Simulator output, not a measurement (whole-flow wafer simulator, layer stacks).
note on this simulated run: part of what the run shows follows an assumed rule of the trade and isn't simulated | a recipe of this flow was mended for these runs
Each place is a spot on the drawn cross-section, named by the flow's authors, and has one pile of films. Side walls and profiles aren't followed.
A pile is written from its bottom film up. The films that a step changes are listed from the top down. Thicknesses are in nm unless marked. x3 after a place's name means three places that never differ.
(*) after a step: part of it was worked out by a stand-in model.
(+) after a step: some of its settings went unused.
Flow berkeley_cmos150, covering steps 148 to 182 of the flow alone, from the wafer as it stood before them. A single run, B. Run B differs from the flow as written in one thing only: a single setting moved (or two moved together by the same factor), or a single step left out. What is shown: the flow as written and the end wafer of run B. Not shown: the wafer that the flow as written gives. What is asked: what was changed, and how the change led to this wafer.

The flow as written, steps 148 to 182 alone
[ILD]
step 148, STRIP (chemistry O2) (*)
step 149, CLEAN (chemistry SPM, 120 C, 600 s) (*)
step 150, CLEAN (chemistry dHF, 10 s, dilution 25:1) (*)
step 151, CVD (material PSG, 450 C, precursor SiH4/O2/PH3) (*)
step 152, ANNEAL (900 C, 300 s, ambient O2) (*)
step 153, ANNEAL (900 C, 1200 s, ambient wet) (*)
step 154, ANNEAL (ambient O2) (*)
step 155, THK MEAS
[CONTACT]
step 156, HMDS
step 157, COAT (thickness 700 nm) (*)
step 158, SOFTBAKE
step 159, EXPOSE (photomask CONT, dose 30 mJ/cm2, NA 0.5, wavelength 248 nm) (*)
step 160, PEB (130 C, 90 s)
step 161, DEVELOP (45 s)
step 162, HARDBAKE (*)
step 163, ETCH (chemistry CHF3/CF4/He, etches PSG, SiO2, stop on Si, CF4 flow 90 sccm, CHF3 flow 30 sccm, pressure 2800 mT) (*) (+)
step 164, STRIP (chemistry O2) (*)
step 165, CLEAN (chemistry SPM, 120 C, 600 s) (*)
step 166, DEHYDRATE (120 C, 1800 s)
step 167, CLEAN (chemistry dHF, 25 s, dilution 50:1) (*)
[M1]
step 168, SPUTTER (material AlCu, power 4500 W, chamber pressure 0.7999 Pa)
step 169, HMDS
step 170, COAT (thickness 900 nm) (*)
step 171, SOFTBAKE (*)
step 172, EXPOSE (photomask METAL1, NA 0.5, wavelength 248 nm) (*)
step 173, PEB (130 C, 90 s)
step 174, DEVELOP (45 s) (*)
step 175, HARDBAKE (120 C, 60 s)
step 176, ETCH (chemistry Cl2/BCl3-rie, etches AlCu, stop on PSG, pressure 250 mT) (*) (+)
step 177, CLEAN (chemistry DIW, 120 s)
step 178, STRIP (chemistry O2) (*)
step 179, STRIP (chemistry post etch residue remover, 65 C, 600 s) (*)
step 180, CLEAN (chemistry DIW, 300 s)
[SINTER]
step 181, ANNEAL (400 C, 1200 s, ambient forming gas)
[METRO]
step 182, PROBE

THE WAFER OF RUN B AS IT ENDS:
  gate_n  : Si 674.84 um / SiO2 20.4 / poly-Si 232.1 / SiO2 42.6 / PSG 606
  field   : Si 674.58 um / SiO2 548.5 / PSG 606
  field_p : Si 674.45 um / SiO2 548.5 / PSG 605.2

The reason: step 153, ANNEAL: 1920 s was run, while the flow as written has 1200 s.

How this came from the change, step by step:
  step 153, ANNEAL (900 C, 1200 s, ambient wet) (*)
      sd_n, contact, m1: -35 PSG, +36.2 SiO2, -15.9 Si (it would be, as written: -35 PSG, +22.8 SiO2, -10 Si)
      field, field_p: -35 PSG, +25.9 SiO2, -11.4 Si (it would be, as written: -35 PSG, +16.3 SiO2, -7.15 Si)
      (as well as at 3 more places)
  step 163, ETCH (chemistry CHF3/CF4/He, etches PSG, SiO2, stop on Si, CF4 flow 90 sccm, CHF3 flow 30 sccm, pressure 2800 mT) (*) (+)
      contact: -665 PSG (all of it), -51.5 SiO2 (all of it), -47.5 Si (it would be, as written: -665 PSG (all of it), -38.1 SiO2 (all of it), -47.5 Si)
